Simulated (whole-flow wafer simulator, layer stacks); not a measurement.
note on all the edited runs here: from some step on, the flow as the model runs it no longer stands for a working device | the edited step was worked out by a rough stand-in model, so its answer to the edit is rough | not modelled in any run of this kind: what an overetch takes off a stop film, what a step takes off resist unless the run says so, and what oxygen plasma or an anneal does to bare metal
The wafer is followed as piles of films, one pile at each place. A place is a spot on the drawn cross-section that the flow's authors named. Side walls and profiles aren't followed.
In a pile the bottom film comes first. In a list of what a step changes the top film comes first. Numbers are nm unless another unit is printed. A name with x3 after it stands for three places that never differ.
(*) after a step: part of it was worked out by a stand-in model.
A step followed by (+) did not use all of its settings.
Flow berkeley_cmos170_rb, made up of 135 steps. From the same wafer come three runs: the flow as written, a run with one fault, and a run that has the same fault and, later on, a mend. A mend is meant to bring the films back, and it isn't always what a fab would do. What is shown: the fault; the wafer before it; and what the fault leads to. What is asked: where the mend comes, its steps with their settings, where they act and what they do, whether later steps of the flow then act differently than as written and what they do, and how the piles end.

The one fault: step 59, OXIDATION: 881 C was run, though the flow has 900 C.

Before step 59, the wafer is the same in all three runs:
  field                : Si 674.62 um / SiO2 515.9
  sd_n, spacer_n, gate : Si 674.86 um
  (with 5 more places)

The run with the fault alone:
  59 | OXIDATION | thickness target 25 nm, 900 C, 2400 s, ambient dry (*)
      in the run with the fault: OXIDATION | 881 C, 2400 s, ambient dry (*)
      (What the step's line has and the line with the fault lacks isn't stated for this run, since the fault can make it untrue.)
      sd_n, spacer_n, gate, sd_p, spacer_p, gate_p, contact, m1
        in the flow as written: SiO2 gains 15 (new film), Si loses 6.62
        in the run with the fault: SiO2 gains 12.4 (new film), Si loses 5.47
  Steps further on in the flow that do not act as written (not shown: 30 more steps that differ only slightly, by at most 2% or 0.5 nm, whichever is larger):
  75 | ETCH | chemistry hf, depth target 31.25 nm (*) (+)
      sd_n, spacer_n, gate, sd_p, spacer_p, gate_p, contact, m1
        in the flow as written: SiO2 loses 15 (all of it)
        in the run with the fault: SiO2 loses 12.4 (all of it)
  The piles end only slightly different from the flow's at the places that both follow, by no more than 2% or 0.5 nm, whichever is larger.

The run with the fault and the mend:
  After step 64 comes the mend.
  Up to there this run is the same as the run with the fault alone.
  64a | STRIP (*) (+)
      sd_p
        KrF resist loses 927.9 (all of it)
      spacer_p
        KrF resist loses 911.1 (all of it)
      gate_p
        KrF resist loses 910.3 (all of it)
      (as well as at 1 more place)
  64b | CLEAN (*) (a further turn of the flow's step 51)
      leaves every film unchanged at each place that is followed
  64c | OXIDATION | 900 C, 614 s, ambient dry (*) (a further turn of the flow's step 59, with different settings)
      sd_n, spacer_n, gate, sd_p, spacer_p, gate_p, contact, m1
        SiO2 gains 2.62, Si loses 1.15
      field
        SiO2 gains 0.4, Si loses 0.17
  64d | COAT | KrF resist, thickness 900 nm (*) (a further turn of the flow's step 61)
      field
        KrF resist gains 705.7 (new film)
      sd_n
        KrF resist gains 957.4 (new film)
      spacer_n
        KrF resist gains 924.9 (new film)
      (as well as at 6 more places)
  64e | EXPOSE | photomask PWELL (a further turn of the flow's step 62)
      leaves every film unchanged at each place that is followed
  64f | PEB | 130 C, 60 s (*) (a further turn of the flow's step 63)
      leaves every film unchanged at each place that is followed
  64g | DEVELOP | developer developer-D-0.26N, 45 s (a further turn of the flow's step 64)
      sd_p, spacer_p, gate_p, m1
        KrF resist loses 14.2
      field
        KrF resist loses 705.7 (all of it)
      sd_n
        KrF resist loses 957.4 (all of it)
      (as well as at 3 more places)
  Later steps of the flow that are run all act as written at every place that is followed, up to a difference of at most 2% or 0.5 nm, whichever is larger.
  The piles end only slightly different from the flow's at the places that both follow, by no more than 2% or 0.5 nm, whichever is larger.
